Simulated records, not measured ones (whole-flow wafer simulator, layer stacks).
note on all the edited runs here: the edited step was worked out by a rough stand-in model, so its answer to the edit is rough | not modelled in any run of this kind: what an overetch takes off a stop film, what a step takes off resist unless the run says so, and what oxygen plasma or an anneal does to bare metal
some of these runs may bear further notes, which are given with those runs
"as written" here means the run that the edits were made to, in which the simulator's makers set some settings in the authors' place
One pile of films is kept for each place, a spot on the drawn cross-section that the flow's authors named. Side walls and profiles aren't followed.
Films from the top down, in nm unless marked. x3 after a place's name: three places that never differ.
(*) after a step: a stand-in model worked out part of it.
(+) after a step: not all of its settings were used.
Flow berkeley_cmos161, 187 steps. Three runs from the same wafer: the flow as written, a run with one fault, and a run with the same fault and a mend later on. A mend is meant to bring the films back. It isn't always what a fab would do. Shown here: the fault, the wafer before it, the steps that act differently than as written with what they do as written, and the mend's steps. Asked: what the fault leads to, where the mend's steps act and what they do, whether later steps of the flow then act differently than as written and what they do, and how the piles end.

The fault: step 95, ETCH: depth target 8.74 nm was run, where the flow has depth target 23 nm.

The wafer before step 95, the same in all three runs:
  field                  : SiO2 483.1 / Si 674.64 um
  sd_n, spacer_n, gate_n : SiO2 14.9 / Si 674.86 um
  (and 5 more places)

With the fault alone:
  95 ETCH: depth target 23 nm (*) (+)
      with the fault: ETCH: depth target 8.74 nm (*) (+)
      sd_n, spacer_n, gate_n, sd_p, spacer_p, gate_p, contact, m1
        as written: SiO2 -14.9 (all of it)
        with the fault: SiO2 -8.74
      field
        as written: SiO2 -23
        with the fault: SiO2 -8.74
  Later steps of the flow that act differently than as written (34 more steps differ only slightly, by at most 2% or 0.5 nm, whichever is larger, and aren't shown):
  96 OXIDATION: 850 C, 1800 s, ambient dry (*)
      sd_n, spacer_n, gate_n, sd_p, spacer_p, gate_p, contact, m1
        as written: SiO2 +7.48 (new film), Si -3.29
        with the fault: SiO2 +4.94, Si -2.17
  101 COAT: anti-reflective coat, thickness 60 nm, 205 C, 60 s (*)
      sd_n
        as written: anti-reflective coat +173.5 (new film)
        with the fault: anti-reflective coat +181.3 (new film)
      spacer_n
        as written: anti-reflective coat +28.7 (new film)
        with the fault: anti-reflective coat +27 (new film)
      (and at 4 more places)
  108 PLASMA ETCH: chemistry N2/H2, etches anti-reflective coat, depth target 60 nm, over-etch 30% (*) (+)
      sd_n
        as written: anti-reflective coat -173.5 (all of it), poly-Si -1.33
        with the fault: anti-reflective coat -181.3 (all of it), poly-Si -1.39
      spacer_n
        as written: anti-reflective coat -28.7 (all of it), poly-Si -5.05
        with the fault: anti-reflective coat -27 (all of it), poly-Si -5.35
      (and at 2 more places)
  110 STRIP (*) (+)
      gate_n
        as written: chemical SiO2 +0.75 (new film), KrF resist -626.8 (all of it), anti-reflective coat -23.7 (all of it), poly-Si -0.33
        with the fault: chemical SiO2 +0.75 (new film), KrF resist -633.1 (all of it), anti-reflective coat -21.9 (all of it), poly-Si -0.33
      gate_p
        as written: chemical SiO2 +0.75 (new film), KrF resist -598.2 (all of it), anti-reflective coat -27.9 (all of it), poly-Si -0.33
        with the fault: chemical SiO2 +0.75 (new film), KrF resist -601.9 (all of it), anti-reflective coat -27 (all of it), poly-Si -0.33
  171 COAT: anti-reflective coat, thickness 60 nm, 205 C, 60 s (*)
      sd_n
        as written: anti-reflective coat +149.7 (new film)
        with the fault: anti-reflective coat +160.6 (new film)
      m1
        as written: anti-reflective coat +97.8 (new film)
        with the fault: anti-reflective coat +101.2 (new film)
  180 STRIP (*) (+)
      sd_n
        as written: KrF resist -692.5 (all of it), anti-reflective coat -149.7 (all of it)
        with the fault: KrF resist -690.3 (all of it), anti-reflective coat -160.6 (all of it)
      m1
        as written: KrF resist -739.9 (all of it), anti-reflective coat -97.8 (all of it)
        with the fault: KrF resist -744.6 (all of it), anti-reflective coat -101.2 (all of it)
  At the end the piles differ from the flow's by more than 2% or 0.5 nm, whichever is larger, at field, gate_n, gate_p.
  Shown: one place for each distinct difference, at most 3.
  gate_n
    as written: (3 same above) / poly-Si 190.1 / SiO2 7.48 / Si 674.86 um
    with the fault: (3 same above) / poly-Si 190.1 / SiO2 11.1 / Si 674.86 um
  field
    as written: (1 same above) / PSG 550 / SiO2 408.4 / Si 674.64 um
    with the fault: (1 same above) / PSG 550 / SiO2 422.6 / Si 674.64 um

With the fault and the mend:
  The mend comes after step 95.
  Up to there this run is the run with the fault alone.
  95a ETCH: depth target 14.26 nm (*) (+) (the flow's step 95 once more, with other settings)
      sd_n, spacer_n, gate_n, sd_p, spacer_p, gate_p, contact, m1
        SiO2 -6.2 (all of it)
      field
        SiO2 -14.3
  No later step of the flow acts differently than as written at any place that is followed.
  At the end the piles are the same as the flow's at every place that both follow.
